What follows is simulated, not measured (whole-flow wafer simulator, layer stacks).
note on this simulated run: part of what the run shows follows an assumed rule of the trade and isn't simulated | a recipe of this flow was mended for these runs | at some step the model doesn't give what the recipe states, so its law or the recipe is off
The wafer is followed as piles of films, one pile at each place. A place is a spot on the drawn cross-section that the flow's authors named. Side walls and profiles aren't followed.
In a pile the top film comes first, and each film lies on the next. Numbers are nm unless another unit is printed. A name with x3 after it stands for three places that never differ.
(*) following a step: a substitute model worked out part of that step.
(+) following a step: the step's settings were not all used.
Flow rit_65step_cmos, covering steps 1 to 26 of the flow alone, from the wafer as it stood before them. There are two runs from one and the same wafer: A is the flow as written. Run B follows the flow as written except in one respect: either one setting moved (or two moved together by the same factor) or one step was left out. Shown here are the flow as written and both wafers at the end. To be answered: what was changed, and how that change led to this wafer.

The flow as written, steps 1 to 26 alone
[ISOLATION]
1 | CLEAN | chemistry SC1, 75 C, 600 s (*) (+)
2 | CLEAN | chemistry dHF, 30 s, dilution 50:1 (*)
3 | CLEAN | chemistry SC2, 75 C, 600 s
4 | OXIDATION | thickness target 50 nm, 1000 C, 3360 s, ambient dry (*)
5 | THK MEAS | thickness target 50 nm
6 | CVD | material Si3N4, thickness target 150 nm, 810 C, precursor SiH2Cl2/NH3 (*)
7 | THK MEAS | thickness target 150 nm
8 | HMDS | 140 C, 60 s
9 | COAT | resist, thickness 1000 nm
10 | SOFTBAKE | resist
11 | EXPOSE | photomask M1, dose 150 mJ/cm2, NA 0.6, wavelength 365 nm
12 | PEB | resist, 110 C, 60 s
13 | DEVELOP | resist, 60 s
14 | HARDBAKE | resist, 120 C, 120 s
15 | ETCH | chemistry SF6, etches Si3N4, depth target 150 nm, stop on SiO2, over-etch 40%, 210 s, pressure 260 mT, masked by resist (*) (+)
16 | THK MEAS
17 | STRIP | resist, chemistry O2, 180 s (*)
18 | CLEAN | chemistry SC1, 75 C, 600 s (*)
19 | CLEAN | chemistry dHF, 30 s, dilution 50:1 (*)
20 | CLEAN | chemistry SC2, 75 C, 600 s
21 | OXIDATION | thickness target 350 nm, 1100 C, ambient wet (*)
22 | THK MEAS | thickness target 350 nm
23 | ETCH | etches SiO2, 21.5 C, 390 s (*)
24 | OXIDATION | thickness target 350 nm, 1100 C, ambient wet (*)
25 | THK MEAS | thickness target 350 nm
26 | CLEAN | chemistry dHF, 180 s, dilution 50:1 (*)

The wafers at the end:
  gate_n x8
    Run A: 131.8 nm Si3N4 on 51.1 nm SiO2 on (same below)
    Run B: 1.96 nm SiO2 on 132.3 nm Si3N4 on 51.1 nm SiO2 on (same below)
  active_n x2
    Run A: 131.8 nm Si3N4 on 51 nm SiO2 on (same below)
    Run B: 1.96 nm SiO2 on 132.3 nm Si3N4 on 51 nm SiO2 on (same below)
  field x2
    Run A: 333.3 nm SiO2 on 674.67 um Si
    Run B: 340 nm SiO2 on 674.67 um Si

The reason: step 26, CLEAN: 108 s was run, though the flow has 180 s.

The path from the change to this, step by step:
  26 | CLEAN | chemistry dHF, 180 s, dilution 50:1 (*)
      active_n x2, gate_n x8: A -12 SiO2 (all of it), -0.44 Si3N4 | B -10 SiO2
      field x2, field_pw x2: A -16.7 SiO2 | B -10 SiO2
